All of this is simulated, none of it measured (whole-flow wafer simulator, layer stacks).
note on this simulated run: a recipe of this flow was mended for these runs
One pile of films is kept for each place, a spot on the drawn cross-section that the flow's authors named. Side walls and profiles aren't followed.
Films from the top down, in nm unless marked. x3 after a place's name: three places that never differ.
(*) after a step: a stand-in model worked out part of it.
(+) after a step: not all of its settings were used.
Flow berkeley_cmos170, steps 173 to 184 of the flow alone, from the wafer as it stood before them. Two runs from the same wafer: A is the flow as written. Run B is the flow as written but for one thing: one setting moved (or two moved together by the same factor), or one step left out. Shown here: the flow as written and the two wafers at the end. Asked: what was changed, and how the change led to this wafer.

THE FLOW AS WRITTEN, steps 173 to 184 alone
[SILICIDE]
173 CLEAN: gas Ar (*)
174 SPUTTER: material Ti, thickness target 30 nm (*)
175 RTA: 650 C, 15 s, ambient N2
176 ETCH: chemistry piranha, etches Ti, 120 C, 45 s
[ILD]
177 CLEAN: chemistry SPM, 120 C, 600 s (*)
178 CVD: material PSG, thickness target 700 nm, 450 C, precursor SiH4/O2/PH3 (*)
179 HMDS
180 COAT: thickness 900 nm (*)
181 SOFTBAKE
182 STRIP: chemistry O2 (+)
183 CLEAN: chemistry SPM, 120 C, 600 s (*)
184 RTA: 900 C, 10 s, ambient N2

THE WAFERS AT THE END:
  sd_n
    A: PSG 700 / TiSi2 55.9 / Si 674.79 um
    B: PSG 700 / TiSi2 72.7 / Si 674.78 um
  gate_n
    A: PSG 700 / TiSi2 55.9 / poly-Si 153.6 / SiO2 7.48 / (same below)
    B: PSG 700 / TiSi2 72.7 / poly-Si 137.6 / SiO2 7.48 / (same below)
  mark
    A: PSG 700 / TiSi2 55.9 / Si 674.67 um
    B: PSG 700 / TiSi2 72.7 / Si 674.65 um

The cause: step 174, SPUTTER: thickness target 39 nm was run, where the flow has thickness target 30 nm.

How the change led to this, step by step:
  174 SPUTTER: material Ti, thickness target 30 nm (*)
      field, mark, sd_n and 10 more: A Ti +30 (new film) | B Ti +39 (new film)
  175 RTA: 650 C, 15 s, ambient N2
      mark, sd_n, sd_p, contact, m1, via1, m2, via2: A Ti -23.4, TiSi first +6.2 (new film), TiSi2 C49 +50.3 (new film), Si -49 | B Ti -30.4, TiSi first +25.8 (new film), TiSi2 C49 +39.1 (new film), Si -51.9
      gate_n, gate_p: A Ti -23.4, TiSi first +6.2 (new film), TiSi2 C49 +50.3 (new film), poly-Si -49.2 | B Ti -30.4, TiSi first +25.8 (new film), TiSi2 C49 +39.1 (new film), poly-Si -52.1
  176 ETCH: chemistry piranha, etches Ti, 120 C, 45 s
      mark, sd_n, gate_n and 7 more: A Ti -6.6 (all of it), TiSi first -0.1 | B Ti -8.58 (all of it), TiSi first -0.1
      field, spacer_n, spacer_p: A Ti -30 (all of it) | B Ti -39 (all of it)
  184 RTA: 900 C, 10 s, ambient N2
      mark, sd_n, sd_p, contact, m1, via1, m2, via2: A under 1 film: TiSi2 +55.9 (new film), TiSi first -6.09 (all of it), TiSi2 C49 -50.3 (all of it), Si -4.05 | B under 1 film: TiSi2 +72.7 (new film), TiSi first -25.7 (all of it), TiSi2 C49 -39.1 (all of it), Si -17
      gate_n, gate_p: A under 1 film: TiSi2 +55.9 (new film), TiSi first -6.09 (all of it), TiSi2 C49 -50.3 (all of it), poly-Si -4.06 | B under 1 film: TiSi2 +72.7 (new film), TiSi first -25.7 (all of it), TiSi2 C49 -39.1 (all of it), poly-Si -17.1
